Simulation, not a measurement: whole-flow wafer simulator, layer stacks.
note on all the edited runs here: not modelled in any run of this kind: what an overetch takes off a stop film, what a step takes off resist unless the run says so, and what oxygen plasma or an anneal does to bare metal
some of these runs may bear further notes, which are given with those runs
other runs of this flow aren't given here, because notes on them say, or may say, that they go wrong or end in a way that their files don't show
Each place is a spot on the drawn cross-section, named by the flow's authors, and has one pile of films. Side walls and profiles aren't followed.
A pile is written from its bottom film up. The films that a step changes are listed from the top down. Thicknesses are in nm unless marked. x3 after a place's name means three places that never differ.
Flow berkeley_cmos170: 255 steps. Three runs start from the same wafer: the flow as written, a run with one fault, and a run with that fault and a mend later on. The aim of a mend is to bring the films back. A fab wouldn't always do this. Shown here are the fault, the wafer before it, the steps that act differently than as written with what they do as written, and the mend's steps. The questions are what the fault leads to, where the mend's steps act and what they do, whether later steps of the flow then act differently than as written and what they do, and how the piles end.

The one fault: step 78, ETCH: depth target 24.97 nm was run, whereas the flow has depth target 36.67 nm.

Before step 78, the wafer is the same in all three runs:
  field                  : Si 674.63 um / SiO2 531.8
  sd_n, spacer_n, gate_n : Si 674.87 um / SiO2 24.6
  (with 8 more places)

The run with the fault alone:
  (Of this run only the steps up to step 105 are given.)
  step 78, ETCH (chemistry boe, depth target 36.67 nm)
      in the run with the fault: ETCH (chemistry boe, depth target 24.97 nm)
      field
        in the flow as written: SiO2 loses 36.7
        in the run with the fault: SiO2 loses 25
  Later steps of the flow up to step 105 that are run all act as written at every place that is followed, up to a difference of at most 2% or 0.5 nm, whichever is larger.
  Once step 105 is done, the piles at field depart from the flow's by more than 2% or 0.5 nm, whichever is larger.
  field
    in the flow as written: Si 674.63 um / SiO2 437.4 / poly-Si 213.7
    in the run with the fault: Si 674.63 um / SiO2 449.1 / poly-Si 213.7

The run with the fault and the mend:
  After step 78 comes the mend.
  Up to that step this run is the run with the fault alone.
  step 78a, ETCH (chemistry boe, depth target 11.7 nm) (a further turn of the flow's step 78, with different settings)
      field
        SiO2 loses 11.7
  Later steps of the flow that are run all act as written at every place that is followed, up to a difference of at most 2% or 0.5 nm, whichever is larger.
  The piles end the same as the flow's at every place that both follow.
